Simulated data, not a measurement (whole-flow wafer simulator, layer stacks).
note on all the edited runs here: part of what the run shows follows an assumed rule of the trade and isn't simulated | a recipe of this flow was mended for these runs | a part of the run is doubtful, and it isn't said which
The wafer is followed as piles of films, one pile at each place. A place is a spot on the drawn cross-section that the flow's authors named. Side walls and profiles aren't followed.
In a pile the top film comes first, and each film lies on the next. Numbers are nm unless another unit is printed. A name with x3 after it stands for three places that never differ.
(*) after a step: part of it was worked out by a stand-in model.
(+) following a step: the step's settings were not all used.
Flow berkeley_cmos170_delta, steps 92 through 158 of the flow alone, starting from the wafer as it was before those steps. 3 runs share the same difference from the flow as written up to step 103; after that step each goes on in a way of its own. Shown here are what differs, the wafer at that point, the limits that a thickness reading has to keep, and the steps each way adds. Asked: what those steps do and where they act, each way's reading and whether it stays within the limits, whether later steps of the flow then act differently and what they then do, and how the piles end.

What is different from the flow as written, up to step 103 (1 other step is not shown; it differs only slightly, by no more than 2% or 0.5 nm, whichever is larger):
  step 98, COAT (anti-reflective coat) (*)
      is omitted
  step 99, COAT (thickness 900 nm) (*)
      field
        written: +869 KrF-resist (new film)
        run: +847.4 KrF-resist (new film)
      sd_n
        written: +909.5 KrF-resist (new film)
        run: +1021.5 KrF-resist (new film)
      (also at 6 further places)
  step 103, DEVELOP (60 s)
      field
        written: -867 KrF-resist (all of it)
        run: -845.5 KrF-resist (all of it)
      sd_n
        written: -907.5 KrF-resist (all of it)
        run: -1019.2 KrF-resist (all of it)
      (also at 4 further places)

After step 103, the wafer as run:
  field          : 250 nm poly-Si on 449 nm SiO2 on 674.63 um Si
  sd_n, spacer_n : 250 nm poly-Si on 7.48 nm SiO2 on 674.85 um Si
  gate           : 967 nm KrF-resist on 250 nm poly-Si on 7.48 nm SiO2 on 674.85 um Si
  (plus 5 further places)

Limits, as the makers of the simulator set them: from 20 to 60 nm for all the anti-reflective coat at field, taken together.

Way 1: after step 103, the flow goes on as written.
  The reading taken after step 103 is 0 nm, which is outside the limits.
  Steps later in the flow that act otherwise than as written (21 other steps are not shown; they differ only slightly, by no more than 2% or 0.5 nm, whichever is larger):
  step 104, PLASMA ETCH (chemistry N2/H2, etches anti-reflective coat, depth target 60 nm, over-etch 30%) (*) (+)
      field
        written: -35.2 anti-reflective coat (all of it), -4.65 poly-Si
        way: -0.46 poly-Si
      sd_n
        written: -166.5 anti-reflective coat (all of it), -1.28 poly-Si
        way: -0.46 poly-Si
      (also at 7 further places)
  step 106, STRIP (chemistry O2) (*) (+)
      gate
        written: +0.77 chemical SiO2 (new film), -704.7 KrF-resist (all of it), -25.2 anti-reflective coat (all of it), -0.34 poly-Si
        way: +0.7 chemical SiO2 (new film), -488.5 KrF-resist (all of it), -0.31 poly-Si
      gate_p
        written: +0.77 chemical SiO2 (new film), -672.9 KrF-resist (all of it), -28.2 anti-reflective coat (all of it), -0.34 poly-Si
        way: +0.7 chemical SiO2 (new film), -479.7 KrF-resist (all of it), -0.31 poly-Si
  At the end the piles are close to the flow's at the places that both follow, differing by at most 2% or 0.5 nm, whichever is larger.

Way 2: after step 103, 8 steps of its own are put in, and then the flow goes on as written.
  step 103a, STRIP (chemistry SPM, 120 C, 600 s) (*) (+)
      field, sd_n, spacer_n, sd_p, spacer_p, contact, m1
        +0.8 chemical SiO2 (new film), -0.35 poly-Si
      gate
        +0.8 chemical SiO2 (new film), -967 KrF-resist (all of it), -0.35 poly-Si
      gate_p
        +0.8 chemical SiO2 (new film), -958.1 KrF-resist (all of it), -0.35 poly-Si
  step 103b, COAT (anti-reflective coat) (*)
      field, spacer_n, spacer_p
        +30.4 anti-reflective coat (new film)
      sd_n
        +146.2 anti-reflective coat (new film)
      gate
        +28.3 anti-reflective coat (new film)
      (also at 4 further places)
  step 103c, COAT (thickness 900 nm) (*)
      field
        +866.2 KrF-resist (new film)
      sd_n
        +922.6 KrF-resist (new film)
      spacer_n
        +1025.7 KrF-resist (new film)
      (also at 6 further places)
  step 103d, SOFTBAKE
      leaves every film unchanged at each place that is followed
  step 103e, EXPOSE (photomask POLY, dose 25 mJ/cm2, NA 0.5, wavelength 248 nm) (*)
      leaves every film unchanged at each place that is followed
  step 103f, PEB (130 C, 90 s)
      spacer_n, gate
        -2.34 KrF-resist
      spacer_p, contact
        -2.27 KrF-resist
      field
        -1.92 KrF-resist
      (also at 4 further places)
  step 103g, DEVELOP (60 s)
      gate, gate_p
        -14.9 KrF-resist
      field
        -864.2 KrF-resist (all of it)
      sd_n
        -920.5 KrF-resist (all of it)
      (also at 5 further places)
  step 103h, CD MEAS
      leaves every film unchanged at each place that is followed
  The reading taken after step 103h is 30.4 nm, which is within the limits.
  Steps later in the flow that act otherwise than as written (16 other steps are not shown; they differ only slightly, by no more than 2% or 0.5 nm, whichever is larger):
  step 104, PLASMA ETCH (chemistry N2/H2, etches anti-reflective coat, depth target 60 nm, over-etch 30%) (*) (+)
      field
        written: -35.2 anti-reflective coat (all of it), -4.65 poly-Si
        way: -30.4 anti-reflective coat (all of it), -0.8 chemical SiO2 (all of it), -3.29 poly-Si
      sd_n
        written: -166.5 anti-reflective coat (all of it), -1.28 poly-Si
        way: -146.2 anti-reflective coat (all of it), -0.8 chemical SiO2 (all of it), -0.33 poly-Si
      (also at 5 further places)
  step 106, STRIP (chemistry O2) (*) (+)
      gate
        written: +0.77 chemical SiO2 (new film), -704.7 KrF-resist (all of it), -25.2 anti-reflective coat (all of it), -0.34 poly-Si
        way: -692.8 KrF-resist (all of it), -28.3 anti-reflective coat (all of it), +0.13 chemical SiO2
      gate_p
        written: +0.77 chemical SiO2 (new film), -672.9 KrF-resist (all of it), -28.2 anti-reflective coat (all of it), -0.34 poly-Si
        way: -670.4 KrF-resist (all of it), -28 anti-reflective coat (all of it), +0.13 chemical SiO2
  At the end the piles are close to the flow's at the places that both follow, differing by at most 2% or 0.5 nm, whichever is larger.

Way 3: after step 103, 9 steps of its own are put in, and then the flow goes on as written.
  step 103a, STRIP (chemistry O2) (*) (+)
      field, sd_n, spacer_n, sd_p, spacer_p, contact, m1
        +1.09 chemical SiO2 (new film), -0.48 poly-Si
      gate
        +0.83 chemical SiO2 (new film), -967 KrF-resist (all of it), -0.36 poly-Si
      gate_p
        +0.83 chemical SiO2 (new film), -958.1 KrF-resist (all of it), -0.36 poly-Si
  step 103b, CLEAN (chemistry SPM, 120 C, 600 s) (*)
      leaves every film unchanged at each place that is followed
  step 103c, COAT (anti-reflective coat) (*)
      field, spacer_n, spacer_p
        +30.4 anti-reflective coat (new film)
      sd_n
        +146.2 anti-reflective coat (new film)
      gate
        +28.4 anti-reflective coat (new film)
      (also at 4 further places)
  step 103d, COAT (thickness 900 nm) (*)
      field
        +866.2 KrF-resist (new film)
      sd_n
        +922.6 KrF-resist (new film)
      spacer_n
        +1025.7 KrF-resist (new film)
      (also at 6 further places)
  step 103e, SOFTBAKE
      leaves every film unchanged at each place that is followed
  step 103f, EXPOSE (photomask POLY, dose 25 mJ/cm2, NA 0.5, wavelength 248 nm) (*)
      leaves every film unchanged at each place that is followed
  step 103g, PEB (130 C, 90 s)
      spacer_n, gate
        -2.34 KrF-resist
      spacer_p, contact
        -2.27 KrF-resist
      field
        -1.92 KrF-resist
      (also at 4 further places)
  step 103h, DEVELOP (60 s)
      gate, gate_p
        -14.9 KrF-resist
      field
        -864.2 KrF-resist (all of it)
      sd_n
        -920.5 KrF-resist (all of it)
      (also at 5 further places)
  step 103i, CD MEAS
      leaves every film unchanged at each place that is followed
  The reading taken after step 103i is 30.4 nm, which is within the limits.
  Steps later in the flow that act otherwise than as written (16 other steps are not shown; they differ only slightly, by no more than 2% or 0.5 nm, whichever is larger):
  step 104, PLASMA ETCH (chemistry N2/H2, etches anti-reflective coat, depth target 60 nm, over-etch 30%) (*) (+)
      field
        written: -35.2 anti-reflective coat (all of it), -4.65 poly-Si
        way: -30.4 anti-reflective coat (all of it), -1.09 chemical SiO2 (all of it), -3 poly-Si
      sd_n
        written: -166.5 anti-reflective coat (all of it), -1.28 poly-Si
        way: -146.2 anti-reflective coat (all of it), -1.09 chemical SiO2 (all of it)
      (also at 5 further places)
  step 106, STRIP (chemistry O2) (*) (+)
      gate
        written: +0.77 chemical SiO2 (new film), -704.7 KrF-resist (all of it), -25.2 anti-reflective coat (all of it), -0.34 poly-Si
        way: -692.8 KrF-resist (all of it), -28.4 anti-reflective coat (all of it), +0.12 chemical SiO2
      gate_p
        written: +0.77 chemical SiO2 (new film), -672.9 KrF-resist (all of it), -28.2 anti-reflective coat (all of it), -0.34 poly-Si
        way: -670.4 KrF-resist (all of it), -28.1 anti-reflective coat (all of it), +0.12 chemical SiO2
  At the end the piles are close to the flow's at the places that both follow, differing by at most 2% or 0.5 nm, whichever is larger.

Keeping within the limits: way 2, way 3. Outside them: way 1.
